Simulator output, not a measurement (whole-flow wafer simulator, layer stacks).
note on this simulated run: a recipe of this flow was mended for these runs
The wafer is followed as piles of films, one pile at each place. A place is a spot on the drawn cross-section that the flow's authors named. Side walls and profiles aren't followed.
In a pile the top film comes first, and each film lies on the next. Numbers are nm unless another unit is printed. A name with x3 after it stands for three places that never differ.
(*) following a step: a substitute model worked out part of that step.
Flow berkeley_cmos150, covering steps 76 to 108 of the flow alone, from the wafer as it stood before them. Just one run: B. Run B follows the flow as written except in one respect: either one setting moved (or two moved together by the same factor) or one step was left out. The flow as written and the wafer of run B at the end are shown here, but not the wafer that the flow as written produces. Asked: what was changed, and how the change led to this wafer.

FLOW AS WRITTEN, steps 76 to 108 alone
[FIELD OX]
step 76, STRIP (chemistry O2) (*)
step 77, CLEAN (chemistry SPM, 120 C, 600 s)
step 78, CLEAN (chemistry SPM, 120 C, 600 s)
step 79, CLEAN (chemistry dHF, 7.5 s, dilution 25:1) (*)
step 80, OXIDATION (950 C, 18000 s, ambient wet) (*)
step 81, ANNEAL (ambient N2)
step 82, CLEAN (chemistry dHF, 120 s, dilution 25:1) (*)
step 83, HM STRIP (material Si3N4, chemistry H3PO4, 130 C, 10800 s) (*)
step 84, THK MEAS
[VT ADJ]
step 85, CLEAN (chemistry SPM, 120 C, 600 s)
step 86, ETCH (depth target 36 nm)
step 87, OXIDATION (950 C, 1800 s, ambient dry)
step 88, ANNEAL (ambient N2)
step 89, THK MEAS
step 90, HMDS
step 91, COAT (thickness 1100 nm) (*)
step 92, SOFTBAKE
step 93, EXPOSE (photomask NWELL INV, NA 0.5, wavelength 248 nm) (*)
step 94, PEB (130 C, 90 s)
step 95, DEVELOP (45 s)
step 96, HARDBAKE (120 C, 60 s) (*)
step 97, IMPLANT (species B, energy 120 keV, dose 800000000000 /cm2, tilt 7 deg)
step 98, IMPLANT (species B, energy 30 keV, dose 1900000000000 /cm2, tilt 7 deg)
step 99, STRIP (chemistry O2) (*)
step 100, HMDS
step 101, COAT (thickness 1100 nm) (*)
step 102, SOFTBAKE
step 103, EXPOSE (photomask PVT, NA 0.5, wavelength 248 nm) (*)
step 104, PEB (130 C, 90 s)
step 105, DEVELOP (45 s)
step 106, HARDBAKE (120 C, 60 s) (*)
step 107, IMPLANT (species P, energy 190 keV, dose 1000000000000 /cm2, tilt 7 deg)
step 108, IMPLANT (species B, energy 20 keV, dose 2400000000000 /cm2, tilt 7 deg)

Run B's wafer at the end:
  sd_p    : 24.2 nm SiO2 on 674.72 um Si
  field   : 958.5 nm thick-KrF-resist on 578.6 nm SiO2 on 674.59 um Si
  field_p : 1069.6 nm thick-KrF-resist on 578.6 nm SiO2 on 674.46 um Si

What caused this: step 86, ETCH: depth target 23 nm was run, while the flow as written has depth target 36 nm.

Step by step, how the change led to this:
  step 86, ETCH (depth target 36 nm)
      gate_n, sd_p, gate_p, contact, m1: -23 SiO2 (in the flow as written it would be: -29.6 SiO2 (all of it))
      field, field_p, sd_n: -23 SiO2 (in the flow as written it would be: -36 SiO2)
  step 87, OXIDATION (950 C, 1800 s, ambient dry)
      gate_n, sd_p, gate_p, contact, m1: +17.6 SiO2, -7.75 Si (in the flow as written it would be: +20.4 SiO2 (new film), -8.98 Si)
      sd_n: +9.13 SiO2, -4.02 Si (in the flow as written it would be: +12.1 SiO2, -5.32 Si)
